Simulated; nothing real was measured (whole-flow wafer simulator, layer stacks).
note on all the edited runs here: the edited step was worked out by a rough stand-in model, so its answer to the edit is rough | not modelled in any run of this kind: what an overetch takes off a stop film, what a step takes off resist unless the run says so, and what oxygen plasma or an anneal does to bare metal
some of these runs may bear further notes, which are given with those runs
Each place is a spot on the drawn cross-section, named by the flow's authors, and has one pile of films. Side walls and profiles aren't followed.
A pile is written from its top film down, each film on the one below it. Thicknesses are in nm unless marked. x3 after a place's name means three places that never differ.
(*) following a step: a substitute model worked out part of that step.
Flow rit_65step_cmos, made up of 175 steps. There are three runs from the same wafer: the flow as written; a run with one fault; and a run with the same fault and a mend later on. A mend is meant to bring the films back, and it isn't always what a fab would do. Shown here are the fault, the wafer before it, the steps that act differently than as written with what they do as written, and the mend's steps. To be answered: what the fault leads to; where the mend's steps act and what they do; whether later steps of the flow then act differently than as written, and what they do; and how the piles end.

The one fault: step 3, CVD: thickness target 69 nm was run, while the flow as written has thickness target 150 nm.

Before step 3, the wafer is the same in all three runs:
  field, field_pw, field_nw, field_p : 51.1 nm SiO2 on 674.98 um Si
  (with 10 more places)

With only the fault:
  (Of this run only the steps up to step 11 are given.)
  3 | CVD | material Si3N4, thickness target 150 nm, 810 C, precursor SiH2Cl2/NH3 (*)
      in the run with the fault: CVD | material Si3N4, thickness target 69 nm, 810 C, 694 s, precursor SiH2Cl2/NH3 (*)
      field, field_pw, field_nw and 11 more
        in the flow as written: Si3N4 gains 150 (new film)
        in the run with the fault: Si3N4 gains 69 (new film)
  None of the later steps of the flow up to step 11 acts differently than as written at any place that is followed.
  The piles after step 11 differ from the flow's at field, field_pw, field_nw and 11 more by more than 2% or 0.5 nm, whichever is larger.
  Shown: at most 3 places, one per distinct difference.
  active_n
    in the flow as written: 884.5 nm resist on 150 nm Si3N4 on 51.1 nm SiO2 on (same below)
    in the run with the fault: 884.5 nm resist on 69 nm Si3N4 on 51.1 nm SiO2 on (same below)
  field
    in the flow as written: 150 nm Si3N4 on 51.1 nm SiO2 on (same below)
    in the run with the fault: 69 nm Si3N4 on 51.1 nm SiO2 on (same below)

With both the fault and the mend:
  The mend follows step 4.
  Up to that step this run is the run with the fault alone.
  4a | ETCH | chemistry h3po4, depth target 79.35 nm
      field, field_pw, field_nw and 11 more
        Si3N4 loses 69 (all of it)
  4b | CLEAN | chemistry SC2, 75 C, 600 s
      leaves every film unchanged at each place that is followed
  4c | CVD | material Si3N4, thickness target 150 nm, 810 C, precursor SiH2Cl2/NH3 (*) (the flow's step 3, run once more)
      field, field_pw, field_nw and 11 more
        Si3N4 gains 150 (new film)
  None of the later steps of the flow acts differently than as written at any place that is followed.
  The piles end the same as the flow's at every place that both follow.
